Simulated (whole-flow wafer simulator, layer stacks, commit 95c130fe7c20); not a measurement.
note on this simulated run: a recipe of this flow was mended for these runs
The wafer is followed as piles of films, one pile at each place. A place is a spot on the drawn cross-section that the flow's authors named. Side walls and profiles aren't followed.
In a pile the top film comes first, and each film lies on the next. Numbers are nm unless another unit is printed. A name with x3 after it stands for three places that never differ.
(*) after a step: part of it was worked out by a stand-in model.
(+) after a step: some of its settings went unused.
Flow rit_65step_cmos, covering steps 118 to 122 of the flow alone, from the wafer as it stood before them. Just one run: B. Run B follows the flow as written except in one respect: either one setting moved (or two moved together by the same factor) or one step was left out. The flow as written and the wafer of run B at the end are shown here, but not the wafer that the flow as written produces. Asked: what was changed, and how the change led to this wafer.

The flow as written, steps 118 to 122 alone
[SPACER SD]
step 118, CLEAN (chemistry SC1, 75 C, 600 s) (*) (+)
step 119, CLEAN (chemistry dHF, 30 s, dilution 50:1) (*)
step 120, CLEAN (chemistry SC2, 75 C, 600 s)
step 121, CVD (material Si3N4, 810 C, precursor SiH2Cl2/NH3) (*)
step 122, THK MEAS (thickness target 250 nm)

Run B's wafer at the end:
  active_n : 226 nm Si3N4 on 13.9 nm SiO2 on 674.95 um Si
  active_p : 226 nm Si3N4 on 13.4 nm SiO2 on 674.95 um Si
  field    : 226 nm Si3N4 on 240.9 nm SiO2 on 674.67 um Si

Cause: step 121, CVD: 802 C was run, while the flow as written has 810 C.

The path from the change to this, step by step:
  step 121, CVD (material Si3N4, 810 C, precursor SiH2Cl2/NH3) (*)
      field, field_pw, field_nw and 11 more: +226 Si3N4 (new film) (it would be, as written: +250 Si3N4 (new film))
